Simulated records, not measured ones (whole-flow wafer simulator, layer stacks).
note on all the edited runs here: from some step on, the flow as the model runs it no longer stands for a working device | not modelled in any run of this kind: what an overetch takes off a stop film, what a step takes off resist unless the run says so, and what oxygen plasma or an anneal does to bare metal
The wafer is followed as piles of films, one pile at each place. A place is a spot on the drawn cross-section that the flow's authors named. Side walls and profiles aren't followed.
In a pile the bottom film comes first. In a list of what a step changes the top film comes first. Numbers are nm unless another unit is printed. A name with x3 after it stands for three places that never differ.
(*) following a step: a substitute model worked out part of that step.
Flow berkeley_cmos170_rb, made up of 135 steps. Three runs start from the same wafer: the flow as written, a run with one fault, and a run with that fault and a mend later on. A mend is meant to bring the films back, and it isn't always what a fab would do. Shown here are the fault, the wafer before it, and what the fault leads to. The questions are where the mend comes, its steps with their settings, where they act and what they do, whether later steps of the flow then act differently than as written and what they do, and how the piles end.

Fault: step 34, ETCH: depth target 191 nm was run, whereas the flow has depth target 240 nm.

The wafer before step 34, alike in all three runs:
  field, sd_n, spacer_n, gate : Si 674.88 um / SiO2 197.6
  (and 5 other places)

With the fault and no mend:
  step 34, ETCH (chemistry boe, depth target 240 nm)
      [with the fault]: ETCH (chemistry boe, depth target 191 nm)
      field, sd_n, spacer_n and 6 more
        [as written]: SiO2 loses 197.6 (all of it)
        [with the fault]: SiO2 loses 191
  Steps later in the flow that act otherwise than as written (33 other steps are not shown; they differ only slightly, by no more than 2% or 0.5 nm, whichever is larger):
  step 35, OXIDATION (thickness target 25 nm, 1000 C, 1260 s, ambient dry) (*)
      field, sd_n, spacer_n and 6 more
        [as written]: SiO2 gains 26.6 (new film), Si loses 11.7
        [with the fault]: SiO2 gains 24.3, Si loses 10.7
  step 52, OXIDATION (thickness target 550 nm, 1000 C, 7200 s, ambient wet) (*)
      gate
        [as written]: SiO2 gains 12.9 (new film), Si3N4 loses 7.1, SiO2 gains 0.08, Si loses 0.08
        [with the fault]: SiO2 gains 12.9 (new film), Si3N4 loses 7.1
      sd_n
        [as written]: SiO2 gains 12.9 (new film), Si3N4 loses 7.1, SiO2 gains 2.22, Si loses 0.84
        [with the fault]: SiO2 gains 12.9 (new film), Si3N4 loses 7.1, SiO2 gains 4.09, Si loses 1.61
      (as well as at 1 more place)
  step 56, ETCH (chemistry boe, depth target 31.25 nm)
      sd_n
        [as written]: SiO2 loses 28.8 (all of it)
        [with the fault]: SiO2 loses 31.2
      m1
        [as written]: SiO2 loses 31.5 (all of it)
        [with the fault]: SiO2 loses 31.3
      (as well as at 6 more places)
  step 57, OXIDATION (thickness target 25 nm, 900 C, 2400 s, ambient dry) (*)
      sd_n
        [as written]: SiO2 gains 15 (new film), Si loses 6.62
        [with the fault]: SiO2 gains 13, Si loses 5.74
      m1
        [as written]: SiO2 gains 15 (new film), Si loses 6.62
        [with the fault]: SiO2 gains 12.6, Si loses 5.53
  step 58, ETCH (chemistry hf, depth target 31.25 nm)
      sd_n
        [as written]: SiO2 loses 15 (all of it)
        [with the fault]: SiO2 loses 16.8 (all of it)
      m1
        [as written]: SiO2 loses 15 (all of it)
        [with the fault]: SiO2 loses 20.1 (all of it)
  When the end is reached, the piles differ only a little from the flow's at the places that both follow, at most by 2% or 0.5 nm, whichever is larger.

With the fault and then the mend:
  After step 34 comes the mend.
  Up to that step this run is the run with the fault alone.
  step 34a, ETCH (chemistry boe, depth target 49 nm) (the flow's step 34, run once more with other settings)
      field, sd_n, spacer_n and 6 more
        SiO2 loses 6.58 (all of it)
  Later steps of the flow that are run all act as written at every place that is followed.
  By the end, the piles equal the flow's at every place that both follow.
